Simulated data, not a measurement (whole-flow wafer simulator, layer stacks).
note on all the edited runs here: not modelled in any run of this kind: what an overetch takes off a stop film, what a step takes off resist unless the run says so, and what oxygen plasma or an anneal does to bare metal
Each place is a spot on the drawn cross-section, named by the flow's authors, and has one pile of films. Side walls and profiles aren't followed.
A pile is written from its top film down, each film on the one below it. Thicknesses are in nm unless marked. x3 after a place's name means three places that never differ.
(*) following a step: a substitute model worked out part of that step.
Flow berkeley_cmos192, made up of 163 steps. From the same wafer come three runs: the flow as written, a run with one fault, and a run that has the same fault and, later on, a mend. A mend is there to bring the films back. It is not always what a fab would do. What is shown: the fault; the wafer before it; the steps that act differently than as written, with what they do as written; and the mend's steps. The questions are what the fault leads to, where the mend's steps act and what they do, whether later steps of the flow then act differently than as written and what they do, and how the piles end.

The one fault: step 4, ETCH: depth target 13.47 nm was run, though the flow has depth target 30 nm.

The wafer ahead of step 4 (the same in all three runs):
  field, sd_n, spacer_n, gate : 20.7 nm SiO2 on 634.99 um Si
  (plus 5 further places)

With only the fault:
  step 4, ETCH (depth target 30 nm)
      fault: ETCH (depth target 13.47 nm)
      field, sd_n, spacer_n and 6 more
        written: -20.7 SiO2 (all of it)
        fault: -13.5 SiO2
  Steps further on in the flow that do not act as written:
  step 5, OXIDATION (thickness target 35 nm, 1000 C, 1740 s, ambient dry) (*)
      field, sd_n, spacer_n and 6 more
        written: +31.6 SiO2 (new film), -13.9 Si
        fault: +26.2 SiO2, -11.5 Si
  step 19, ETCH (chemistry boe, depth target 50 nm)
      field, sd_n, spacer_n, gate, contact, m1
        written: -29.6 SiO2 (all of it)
        fault: -31.3 SiO2 (all of it)
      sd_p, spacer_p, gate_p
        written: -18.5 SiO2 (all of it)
        fault: -20.3 SiO2 (all of it)
  The piles end only slightly different from the flow's at the places that both follow, by no more than 2% or 0.5 nm, whichever is larger.

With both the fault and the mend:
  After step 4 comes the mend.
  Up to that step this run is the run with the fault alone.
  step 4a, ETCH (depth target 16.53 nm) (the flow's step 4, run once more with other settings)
      field, sd_n, spacer_n and 6 more
        -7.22 SiO2 (all of it)
  Every later step of the flow that is run acts as written at every place that is followed.
  At every place that both follow, the piles at the end match the flow's.
